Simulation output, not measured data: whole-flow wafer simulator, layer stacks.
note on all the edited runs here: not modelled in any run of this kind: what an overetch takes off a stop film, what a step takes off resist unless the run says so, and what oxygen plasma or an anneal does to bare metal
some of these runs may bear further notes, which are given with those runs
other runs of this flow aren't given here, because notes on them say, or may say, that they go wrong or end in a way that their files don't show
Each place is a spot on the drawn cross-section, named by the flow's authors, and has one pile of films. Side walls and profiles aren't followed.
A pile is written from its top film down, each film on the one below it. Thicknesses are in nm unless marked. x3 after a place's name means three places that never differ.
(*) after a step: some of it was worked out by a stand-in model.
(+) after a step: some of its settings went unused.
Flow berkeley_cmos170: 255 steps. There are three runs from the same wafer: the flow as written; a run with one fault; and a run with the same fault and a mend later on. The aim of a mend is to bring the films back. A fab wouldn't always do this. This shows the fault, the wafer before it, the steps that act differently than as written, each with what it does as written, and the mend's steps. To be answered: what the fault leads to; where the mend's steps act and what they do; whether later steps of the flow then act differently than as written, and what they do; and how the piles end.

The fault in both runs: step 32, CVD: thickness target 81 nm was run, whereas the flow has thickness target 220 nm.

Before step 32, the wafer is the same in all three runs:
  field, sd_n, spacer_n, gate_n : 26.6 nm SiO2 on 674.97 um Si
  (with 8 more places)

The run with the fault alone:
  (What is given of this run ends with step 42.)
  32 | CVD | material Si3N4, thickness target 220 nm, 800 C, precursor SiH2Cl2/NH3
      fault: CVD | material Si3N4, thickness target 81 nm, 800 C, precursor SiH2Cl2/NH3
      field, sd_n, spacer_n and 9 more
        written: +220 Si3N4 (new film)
        fault: +81 Si3N4 (new film)
  Later steps of the flow acting differently than as written:
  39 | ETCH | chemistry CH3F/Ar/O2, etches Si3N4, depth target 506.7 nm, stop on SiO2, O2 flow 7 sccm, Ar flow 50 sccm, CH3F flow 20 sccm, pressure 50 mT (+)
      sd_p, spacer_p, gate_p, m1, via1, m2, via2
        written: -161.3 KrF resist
        fault: -68.7 KrF resist
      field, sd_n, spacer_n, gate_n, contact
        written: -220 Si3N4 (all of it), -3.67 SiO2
        fault: -81 Si3N4 (all of it), -3.67 SiO2
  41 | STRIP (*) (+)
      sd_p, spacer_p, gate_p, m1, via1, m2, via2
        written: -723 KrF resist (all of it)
        fault: -815.7 KrF resist (all of it)
  The piles after step 42 differ from the flow's at sd_p, spacer_p, gate_p, m1, via1, m2, via2 by more than 2% or 0.5 nm, whichever is larger.
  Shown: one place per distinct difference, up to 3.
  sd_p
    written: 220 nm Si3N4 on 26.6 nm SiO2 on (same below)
    fault: 81 nm Si3N4 on 26.6 nm SiO2 on (same below)

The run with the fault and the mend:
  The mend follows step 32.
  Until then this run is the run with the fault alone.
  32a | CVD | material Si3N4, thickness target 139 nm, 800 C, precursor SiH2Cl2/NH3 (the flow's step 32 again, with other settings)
      field, sd_n, spacer_n and 9 more
        +139 Si3N4
  Every later step of the flow that is run acts as written at every place that is followed.
  The piles end the same as the flow's at every place that both follow.
